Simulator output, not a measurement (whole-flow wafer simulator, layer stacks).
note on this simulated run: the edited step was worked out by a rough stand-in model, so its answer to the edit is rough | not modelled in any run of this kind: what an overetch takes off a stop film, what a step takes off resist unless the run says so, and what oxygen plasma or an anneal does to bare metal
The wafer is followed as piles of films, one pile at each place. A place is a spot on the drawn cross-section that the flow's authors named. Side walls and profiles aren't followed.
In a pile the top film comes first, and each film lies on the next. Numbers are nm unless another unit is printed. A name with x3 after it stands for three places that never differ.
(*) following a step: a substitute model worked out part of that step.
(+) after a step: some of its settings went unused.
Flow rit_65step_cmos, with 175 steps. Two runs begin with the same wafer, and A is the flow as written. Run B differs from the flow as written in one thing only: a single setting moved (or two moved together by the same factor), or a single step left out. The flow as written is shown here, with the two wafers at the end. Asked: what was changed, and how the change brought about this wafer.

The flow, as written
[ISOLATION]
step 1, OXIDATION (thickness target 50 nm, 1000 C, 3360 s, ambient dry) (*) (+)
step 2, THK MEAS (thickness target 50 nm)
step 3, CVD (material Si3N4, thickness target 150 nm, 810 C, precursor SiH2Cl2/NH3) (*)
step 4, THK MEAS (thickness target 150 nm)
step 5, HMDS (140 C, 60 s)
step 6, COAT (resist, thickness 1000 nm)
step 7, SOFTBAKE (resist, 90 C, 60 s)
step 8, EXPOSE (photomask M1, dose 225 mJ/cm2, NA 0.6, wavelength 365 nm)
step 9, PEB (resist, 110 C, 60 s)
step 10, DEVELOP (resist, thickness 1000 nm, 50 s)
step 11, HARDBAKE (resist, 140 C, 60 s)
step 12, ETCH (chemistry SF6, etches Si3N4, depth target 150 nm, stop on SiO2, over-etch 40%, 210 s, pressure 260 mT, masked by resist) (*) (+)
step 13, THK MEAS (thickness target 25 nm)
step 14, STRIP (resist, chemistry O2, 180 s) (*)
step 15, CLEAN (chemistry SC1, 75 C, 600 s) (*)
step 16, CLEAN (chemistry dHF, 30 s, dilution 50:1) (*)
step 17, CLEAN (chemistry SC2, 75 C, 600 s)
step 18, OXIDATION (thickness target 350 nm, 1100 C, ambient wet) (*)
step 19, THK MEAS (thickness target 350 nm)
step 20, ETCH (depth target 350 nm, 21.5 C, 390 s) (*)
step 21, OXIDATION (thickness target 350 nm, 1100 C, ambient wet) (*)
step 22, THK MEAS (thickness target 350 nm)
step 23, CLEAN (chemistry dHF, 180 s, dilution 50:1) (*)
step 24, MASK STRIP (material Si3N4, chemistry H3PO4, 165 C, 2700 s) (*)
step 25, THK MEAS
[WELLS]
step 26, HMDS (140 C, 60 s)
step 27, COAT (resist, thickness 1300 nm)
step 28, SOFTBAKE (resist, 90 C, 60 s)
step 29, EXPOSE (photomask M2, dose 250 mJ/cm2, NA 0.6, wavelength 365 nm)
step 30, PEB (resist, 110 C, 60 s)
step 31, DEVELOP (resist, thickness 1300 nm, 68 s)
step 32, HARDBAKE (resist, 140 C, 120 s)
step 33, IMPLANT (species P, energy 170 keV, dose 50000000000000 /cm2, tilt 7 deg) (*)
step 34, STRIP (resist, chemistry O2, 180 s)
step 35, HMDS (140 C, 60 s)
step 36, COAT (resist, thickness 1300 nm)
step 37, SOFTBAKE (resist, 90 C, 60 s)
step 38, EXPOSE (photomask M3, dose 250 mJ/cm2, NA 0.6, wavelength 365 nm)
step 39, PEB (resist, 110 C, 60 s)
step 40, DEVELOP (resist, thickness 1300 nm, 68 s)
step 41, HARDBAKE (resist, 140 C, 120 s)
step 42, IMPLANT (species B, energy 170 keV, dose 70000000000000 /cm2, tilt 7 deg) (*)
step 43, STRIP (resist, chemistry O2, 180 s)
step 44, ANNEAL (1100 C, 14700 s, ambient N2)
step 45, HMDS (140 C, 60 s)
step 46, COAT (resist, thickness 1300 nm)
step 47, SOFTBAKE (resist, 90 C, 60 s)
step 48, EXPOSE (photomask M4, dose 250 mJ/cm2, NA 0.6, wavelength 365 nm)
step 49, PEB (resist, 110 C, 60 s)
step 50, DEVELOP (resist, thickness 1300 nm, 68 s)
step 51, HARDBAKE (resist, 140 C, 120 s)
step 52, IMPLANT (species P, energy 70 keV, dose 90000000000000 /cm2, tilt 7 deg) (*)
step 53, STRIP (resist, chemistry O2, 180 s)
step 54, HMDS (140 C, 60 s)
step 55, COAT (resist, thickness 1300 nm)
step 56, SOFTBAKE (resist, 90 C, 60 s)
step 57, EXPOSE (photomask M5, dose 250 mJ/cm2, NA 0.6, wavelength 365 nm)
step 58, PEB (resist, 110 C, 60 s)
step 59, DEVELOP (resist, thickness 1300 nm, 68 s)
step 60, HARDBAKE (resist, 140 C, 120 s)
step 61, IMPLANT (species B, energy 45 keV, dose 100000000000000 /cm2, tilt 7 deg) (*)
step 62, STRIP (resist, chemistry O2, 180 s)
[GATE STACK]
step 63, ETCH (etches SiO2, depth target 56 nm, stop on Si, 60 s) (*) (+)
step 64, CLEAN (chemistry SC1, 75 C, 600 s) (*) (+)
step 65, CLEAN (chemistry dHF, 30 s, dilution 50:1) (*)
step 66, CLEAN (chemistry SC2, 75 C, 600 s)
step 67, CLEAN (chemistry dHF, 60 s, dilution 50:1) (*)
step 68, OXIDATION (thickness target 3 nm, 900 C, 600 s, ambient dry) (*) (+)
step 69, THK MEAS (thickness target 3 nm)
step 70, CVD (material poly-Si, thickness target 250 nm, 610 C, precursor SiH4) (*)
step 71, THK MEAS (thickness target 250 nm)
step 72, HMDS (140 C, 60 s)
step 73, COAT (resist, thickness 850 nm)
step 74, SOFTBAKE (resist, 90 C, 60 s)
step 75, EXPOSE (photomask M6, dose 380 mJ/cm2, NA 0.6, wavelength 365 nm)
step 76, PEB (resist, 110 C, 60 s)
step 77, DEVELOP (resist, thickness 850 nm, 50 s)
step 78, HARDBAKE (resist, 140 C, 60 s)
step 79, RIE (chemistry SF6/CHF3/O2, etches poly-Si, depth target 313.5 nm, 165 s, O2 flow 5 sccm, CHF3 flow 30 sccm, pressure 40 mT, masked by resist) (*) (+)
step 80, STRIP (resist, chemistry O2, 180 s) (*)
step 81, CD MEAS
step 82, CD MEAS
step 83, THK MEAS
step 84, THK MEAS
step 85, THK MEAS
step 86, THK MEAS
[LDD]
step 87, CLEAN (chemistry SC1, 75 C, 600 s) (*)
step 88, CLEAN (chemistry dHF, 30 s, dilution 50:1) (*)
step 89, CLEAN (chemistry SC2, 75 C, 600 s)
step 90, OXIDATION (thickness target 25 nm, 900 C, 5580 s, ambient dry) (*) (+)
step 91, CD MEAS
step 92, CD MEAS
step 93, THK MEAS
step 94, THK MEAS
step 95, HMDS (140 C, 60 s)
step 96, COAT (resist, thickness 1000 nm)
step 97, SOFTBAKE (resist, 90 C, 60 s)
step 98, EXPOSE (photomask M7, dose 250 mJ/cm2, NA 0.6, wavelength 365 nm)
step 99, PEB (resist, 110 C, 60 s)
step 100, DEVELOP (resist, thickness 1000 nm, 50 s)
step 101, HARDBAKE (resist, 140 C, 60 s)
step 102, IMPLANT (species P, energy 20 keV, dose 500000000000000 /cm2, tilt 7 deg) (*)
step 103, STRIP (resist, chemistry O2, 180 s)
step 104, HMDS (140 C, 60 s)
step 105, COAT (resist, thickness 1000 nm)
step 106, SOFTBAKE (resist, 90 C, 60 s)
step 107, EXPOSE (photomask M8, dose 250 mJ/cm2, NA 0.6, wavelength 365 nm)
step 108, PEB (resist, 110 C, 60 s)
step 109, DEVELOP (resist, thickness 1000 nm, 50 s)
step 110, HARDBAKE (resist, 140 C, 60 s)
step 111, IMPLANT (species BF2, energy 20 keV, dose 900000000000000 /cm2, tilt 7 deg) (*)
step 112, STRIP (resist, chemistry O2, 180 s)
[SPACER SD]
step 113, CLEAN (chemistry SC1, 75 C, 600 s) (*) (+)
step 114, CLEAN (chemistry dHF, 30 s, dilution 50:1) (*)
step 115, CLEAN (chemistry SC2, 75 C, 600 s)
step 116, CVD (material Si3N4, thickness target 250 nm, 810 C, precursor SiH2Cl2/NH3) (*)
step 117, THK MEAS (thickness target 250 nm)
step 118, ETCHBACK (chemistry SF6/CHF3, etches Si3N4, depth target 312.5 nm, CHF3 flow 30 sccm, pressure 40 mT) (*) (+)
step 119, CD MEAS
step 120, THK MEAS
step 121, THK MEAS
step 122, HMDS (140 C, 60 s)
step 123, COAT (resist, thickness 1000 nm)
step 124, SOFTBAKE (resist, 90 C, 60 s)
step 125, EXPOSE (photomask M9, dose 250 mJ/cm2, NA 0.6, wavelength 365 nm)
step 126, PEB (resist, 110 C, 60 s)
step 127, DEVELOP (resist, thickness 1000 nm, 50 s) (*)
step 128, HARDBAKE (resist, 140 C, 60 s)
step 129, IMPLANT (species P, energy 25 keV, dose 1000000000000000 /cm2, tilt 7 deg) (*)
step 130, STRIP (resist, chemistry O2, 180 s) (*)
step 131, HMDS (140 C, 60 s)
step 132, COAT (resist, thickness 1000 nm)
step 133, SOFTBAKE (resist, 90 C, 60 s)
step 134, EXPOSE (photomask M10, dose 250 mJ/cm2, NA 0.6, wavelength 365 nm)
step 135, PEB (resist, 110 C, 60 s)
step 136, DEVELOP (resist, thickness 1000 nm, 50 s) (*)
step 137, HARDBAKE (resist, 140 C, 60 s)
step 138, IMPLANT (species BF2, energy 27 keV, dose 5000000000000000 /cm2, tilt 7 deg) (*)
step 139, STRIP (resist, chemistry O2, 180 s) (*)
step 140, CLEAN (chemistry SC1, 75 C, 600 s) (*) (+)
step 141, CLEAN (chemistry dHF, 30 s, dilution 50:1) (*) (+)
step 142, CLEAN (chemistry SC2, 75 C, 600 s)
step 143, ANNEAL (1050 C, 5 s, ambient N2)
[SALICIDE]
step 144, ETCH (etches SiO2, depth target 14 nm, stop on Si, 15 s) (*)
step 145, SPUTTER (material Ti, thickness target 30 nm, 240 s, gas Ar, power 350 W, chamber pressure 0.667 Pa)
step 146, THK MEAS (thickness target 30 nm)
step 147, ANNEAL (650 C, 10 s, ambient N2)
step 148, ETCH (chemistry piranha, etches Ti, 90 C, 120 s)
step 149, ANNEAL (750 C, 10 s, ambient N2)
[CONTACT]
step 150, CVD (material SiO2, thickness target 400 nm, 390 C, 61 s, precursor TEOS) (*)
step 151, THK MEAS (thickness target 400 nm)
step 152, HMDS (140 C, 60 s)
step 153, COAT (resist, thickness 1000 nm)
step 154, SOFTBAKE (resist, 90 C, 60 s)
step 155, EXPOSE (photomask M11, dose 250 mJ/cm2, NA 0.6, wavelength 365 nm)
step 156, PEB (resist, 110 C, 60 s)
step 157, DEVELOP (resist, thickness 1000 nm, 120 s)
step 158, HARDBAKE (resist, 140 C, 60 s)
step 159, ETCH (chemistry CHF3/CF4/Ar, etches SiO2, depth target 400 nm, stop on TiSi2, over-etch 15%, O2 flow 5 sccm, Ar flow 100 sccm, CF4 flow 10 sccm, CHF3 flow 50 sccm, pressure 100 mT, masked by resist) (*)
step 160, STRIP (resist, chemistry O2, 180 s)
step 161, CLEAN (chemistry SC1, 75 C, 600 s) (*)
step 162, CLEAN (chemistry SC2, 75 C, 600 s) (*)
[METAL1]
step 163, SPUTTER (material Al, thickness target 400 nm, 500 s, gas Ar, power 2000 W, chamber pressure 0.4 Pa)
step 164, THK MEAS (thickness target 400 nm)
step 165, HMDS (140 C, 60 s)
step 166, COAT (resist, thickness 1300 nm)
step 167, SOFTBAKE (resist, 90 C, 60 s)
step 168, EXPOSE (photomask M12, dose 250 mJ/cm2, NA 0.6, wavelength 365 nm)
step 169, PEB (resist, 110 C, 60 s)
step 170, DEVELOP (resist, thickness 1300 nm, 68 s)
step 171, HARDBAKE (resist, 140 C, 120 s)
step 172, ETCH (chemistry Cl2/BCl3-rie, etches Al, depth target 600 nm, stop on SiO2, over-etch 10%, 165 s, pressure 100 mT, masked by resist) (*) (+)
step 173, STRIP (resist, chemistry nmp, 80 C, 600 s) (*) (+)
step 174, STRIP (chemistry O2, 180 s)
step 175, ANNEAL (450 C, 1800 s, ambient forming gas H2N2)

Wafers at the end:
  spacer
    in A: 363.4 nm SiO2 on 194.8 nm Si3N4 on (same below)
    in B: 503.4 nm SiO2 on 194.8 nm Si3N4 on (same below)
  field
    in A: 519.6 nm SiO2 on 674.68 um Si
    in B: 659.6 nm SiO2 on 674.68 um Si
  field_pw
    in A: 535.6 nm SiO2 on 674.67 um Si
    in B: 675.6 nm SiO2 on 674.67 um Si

What caused this: step 150, CVD: thickness target 540 nm was run, whereas the flow has thickness target 400 nm.

Step by step, how the change led to this:
  step 150, CVD (material SiO2, thickness target 400 nm, 390 C, 61 s, precursor TEOS) (*)
      field, field_pw, field_nw, field_p: A +400 SiO2 | B +540 SiO2
      spacer, spacer_p: A +400 SiO2 (new film) | B +540 SiO2 (new film)
      (and at 2 other places as well)
